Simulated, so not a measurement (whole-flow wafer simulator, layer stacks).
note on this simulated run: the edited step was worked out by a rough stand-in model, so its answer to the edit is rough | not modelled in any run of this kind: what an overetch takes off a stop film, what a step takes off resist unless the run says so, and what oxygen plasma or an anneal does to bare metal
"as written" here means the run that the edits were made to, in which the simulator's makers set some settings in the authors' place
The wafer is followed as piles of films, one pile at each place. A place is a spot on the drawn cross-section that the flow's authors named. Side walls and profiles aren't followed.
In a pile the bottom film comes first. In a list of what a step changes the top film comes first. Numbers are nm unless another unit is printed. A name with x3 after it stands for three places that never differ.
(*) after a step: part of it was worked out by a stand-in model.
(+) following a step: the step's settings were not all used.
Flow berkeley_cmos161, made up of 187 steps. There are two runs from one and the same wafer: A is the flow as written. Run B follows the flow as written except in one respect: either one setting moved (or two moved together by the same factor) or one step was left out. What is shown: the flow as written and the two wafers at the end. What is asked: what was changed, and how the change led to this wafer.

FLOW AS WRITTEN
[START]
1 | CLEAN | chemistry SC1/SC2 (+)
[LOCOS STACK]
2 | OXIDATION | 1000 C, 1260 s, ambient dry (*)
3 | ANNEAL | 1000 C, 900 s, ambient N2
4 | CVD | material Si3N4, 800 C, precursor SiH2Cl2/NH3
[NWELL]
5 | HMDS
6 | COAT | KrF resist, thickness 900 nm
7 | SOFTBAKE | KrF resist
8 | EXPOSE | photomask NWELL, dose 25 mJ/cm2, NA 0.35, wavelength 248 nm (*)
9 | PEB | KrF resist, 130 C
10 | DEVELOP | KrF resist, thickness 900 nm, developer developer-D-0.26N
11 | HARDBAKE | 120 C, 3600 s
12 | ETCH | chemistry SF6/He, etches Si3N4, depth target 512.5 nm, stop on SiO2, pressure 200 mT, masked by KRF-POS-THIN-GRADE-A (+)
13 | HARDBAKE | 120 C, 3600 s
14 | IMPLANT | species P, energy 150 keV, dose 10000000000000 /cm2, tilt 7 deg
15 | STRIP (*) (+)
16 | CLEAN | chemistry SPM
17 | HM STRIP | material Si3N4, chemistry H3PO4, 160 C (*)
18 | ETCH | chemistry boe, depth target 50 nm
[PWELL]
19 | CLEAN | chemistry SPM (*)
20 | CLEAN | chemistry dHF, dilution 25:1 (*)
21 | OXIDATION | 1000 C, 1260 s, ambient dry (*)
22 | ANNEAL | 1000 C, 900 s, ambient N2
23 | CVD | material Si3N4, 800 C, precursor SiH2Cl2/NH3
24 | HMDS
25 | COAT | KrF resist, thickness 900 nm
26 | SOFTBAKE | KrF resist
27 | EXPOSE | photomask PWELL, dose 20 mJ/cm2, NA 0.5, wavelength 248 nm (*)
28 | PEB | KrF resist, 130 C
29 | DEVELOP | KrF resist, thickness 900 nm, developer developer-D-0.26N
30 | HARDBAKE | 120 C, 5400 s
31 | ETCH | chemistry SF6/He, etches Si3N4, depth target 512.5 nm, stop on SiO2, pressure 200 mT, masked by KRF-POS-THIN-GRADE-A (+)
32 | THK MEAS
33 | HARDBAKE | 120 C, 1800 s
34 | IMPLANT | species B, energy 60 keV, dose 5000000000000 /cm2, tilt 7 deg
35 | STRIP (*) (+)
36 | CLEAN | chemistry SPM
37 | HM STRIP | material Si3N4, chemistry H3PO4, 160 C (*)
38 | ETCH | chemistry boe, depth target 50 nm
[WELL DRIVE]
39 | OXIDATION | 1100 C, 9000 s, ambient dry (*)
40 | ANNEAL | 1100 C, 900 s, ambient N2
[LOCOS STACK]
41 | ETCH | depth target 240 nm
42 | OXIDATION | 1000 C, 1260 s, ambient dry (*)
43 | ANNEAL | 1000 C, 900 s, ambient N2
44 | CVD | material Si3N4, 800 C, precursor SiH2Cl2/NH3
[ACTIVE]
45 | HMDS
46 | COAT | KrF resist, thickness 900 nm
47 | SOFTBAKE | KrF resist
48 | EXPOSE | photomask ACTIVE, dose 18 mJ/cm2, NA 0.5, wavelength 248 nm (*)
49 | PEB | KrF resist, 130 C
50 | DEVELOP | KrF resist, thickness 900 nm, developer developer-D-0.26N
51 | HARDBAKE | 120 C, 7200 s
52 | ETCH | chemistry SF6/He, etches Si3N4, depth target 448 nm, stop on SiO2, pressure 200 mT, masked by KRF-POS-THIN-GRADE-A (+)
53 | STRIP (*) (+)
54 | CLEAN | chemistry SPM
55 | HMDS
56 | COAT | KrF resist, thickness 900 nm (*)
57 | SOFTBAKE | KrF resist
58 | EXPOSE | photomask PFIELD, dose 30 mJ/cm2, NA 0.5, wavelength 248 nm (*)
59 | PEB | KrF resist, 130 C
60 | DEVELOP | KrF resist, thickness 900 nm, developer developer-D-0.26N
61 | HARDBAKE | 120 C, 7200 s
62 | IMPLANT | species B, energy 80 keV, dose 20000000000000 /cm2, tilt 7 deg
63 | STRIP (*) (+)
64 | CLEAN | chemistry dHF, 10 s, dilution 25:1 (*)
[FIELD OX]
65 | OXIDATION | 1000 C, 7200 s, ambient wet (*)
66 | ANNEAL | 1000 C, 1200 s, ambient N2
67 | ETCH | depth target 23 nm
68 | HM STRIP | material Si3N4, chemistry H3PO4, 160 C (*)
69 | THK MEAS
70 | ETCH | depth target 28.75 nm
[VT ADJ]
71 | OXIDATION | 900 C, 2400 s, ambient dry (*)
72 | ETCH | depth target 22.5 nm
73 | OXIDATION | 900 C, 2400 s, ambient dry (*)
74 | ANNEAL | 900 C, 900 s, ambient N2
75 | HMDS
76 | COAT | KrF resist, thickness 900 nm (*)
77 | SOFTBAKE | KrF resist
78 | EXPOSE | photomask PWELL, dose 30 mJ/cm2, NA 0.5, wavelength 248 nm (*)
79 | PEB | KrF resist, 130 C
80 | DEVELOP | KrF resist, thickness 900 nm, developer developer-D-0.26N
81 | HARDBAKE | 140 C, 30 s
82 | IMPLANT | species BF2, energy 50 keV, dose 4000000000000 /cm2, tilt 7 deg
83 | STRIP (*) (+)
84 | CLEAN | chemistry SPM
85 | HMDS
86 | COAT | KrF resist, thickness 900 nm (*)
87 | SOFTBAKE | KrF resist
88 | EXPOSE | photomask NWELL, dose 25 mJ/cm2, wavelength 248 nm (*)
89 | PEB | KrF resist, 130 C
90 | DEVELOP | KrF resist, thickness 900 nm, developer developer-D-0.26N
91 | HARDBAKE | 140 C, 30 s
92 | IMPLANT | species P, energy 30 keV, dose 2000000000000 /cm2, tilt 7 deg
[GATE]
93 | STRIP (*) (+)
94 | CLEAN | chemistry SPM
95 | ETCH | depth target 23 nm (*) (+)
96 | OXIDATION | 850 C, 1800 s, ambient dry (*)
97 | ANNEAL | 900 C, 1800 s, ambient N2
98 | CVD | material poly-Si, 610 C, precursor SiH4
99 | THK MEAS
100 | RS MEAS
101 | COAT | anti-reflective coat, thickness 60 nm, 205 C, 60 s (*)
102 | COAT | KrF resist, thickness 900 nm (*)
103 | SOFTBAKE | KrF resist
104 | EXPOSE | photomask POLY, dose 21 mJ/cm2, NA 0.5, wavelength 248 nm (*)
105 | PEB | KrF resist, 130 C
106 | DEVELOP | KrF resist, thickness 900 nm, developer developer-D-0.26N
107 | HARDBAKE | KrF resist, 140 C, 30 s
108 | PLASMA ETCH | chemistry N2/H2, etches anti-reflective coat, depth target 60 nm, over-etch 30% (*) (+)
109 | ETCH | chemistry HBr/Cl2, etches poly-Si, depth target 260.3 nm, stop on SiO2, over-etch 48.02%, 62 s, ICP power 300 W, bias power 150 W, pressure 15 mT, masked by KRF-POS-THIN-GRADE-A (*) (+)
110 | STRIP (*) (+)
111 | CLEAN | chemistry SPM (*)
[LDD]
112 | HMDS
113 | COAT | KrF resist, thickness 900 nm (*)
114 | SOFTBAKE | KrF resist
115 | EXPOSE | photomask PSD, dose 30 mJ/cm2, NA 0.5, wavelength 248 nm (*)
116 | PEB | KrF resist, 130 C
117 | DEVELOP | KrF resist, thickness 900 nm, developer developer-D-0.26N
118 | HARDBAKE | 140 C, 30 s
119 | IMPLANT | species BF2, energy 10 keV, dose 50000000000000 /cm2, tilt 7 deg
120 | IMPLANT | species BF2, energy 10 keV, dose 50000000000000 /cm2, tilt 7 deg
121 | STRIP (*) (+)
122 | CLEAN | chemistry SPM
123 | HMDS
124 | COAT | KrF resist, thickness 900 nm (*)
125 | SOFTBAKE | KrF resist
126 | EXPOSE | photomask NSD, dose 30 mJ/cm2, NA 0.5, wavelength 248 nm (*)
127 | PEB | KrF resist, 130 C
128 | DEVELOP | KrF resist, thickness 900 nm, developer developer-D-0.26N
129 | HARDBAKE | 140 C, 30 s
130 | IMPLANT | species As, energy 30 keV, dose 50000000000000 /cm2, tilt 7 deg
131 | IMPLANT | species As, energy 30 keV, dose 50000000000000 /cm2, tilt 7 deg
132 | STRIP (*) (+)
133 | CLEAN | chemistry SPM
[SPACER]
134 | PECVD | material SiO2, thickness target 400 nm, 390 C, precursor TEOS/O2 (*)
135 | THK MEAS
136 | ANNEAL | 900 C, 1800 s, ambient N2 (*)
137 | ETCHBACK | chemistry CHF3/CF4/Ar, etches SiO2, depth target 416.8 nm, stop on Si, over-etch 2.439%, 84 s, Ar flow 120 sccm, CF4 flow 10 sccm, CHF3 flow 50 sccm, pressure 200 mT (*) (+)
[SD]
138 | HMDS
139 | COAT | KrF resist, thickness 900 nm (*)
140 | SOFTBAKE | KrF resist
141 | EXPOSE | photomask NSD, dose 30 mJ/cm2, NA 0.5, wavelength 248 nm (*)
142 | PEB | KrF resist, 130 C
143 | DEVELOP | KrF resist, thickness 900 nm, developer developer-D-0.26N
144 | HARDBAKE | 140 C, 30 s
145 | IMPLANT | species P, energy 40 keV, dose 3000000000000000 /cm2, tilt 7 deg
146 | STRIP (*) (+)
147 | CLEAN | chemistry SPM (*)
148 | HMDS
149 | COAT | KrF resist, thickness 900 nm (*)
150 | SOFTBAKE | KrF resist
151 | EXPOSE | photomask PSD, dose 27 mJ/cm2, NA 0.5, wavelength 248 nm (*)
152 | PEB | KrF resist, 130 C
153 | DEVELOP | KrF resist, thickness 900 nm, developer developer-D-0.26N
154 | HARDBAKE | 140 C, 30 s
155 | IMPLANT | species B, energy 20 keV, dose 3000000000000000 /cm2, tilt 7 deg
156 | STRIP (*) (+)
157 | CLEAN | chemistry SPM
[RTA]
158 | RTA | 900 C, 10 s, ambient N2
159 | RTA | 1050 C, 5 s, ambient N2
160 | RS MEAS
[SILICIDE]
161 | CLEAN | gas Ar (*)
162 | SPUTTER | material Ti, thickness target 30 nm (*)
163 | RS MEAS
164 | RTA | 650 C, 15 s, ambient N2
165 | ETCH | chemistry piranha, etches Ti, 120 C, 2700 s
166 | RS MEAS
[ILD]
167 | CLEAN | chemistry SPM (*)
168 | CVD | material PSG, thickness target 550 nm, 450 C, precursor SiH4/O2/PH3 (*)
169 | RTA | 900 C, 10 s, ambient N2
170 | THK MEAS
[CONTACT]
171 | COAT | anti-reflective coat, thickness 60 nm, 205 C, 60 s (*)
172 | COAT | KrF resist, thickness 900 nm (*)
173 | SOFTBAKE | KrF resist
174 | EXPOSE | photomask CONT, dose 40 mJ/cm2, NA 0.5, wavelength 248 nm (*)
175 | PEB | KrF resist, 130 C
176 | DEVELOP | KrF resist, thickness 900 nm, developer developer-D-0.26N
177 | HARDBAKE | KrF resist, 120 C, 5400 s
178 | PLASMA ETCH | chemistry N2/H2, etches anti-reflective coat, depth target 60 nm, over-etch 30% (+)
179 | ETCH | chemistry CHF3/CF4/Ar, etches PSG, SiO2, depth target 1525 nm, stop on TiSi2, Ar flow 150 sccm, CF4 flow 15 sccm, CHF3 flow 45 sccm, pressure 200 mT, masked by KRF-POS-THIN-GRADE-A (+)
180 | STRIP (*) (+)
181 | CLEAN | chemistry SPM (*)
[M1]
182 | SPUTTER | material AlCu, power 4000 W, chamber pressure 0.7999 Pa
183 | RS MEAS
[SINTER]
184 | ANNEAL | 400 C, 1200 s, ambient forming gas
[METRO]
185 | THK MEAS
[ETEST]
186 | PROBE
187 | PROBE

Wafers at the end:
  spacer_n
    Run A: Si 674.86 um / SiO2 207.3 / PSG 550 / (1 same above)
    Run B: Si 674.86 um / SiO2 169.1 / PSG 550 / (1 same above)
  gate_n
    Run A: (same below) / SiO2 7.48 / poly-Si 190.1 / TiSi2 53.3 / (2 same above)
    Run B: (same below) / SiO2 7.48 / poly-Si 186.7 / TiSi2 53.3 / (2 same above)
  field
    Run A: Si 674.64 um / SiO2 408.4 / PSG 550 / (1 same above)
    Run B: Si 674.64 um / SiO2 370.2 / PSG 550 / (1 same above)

The reason: step 134, PECVD: thickness target 360 nm was run, while the flow as written has thickness target 400 nm.

How this came from the change, step by step:
  134 | PECVD | material SiO2, thickness target 400 nm, 390 C, precursor TEOS/O2 (*)
      field, sd_n, contact, m1: A SiO2 gains 400 | B SiO2 gains 360
      spacer_n, sd_p, spacer_p: A SiO2 gains 385 | B SiO2 gains 346.7
      (also at 2 further places)
  136 | ANNEAL | 900 C, 1800 s, ambient N2 (*)
      field, sd_n, gate_n, gate_p, contact, m1: A SiO2 loses 18 | B SiO2 loses 16.2
      spacer_n, sd_p, spacer_p: A SiO2 loses 17.3 | B SiO2 loses 15.6
  137 | ETCHBACK | chemistry CHF3/CF4/Ar, etches SiO2, depth target 416.8 nm, stop on Si, over-etch 2.439%, 84 s, Ar flow 120 sccm, CF4 flow 10 sccm, CHF3 flow 50 sccm, pressure 200 mT (*) (+)
      gate_n, gate_p: A SiO2 loses 382 (all of it), chemical SiO2 loses 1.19 (all of it), poly-Si loses 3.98 | B SiO2 loses 343.8 (all of it), chemical SiO2 loses 1.19 (all of it), poly-Si loses 7.46
      sd_n: A SiO2 loses 387.9 (all of it) | B SiO2 loses 349.7 (all of it)
      (also at 3 further places)
  139 | COAT | KrF resist, thickness 900 nm (*)
      sd_n: A KrF resist gains 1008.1 (new film) | B KrF resist gains 985.5 (new film)
      spacer_n: A KrF resist gains 816.8 (new film) | B KrF resist gains 834.6 (new film)
      (also at 3 further places)
  143 | DEVELOP | KrF resist, thickness 900 nm, developer developer-D-0.26N
      sd_n: A KrF resist loses 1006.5 (all of it) | B KrF resist loses 983.9 (all of it)
      spacer_n: A KrF resist loses 815.5 (all of it) | B KrF resist loses 833.2 (all of it)
      (also at 1 further place)
  144 | HARDBAKE | 140 C, 30 s
      spacer_p: A KrF resist loses 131 | B KrF resist loses 134.2
  146 | STRIP (*) (+)
      spacer_p: A KrF resist loses 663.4 (all of it) | B KrF resist loses 679.9 (all of it)
      m1: A chemical SiO2 gains 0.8 (new film), KrF resist loses 823.2 (all of it), Si loses 0.35 | B chemical SiO2 gains 0.79 (new film), KrF resist loses 806.2 (all of it), Si loses 0.35
  149 | COAT | KrF resist, thickness 900 nm (*)
      sd_n: A KrF resist gains 1007.8 (new film) | B KrF resist gains 985 (new film)
      spacer_n: A KrF resist gains 817.1 (new film) | B KrF resist gains 834.7 (new film)
      (also at 3 further places)
  153 | DEVELOP | KrF resist, thickness 900 nm, developer developer-D-0.26N
      spacer_p: A KrF resist loses 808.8 (all of it) | B KrF resist loses 828.5 (all of it)
  154 | HARDBAKE | 140 C, 30 s
      sd_n: A KrF resist loses 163 | B KrF resist loses 159.4
      spacer_n: A KrF resist loses 132.2 | B KrF resist loses 135.1
      (also at 2 further places)
  156 | STRIP (*) (+)
      sd_n: A KrF resist loses 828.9 (all of it), chemical SiO2 gains 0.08 | B KrF resist loses 809.9 (all of it), chemical SiO2 gains 0.08
      spacer_n: A KrF resist loses 669.4 (all of it) | B KrF resist loses 684.1 (all of it)
      (also at 2 further places)
  171 | COAT | anti-reflective coat, thickness 60 nm, 205 C, 60 s (*)
      sd_n: A anti-reflective coat gains 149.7 (new film) | B anti-reflective coat gains 124.7 (new film)
      spacer_n: A anti-reflective coat gains 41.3 (new film) | B anti-reflective coat gains 46.6 (new film)
      (also at 6 further places)
  172 | COAT | KrF resist, thickness 900 nm (*)
      gate_n: A KrF resist gains 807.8 (new film) | B KrF resist gains 790.9 (new film)
      sd_p: A KrF resist gains 996.6 (new film) | B KrF resist gains 975.8 (new film)
      (also at 1 further place)
  176 | DEVELOP | KrF resist, thickness 900 nm, developer developer-D-0.26N
      contact: A KrF resist loses 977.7 (all of it) | B KrF resist loses 956.8 (all of it)
  178 | PLASMA ETCH | chemistry N2/H2, etches anti-reflective coat, depth target 60 nm, over-etch 30% (+)
      field, sd_n, spacer_n, gate_n, sd_p, spacer_p, gate_p, m1: A KrF resist loses 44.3 | B KrF resist loses 46.3
      contact: A anti-reflective coat loses 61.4 (all of it), PSG loses 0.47 | B anti-reflective coat loses 64.2 (all of it), PSG loses 0.49
  180 | STRIP (*) (+)
      sd_n: A KrF resist loses 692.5 (all of it), anti-reflective coat loses 149.7 (all of it) | B KrF resist loses 691.8 (all of it), anti-reflective coat loses 124.7 (all of it)
      spacer_n: A KrF resist loses 635.2 (all of it), anti-reflective coat loses 41.3 (all of it) | B KrF resist loses 637.9 (all of it), anti-reflective coat loses 46.6 (all of it)
      (also at 5 further places)
  182 | SPUTTER | material AlCu, power 4000 W, chamber pressure 0.7999 Pa
      sd_p: A AlCu gains 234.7 (new film) | B AlCu gains 244.8 (new film)
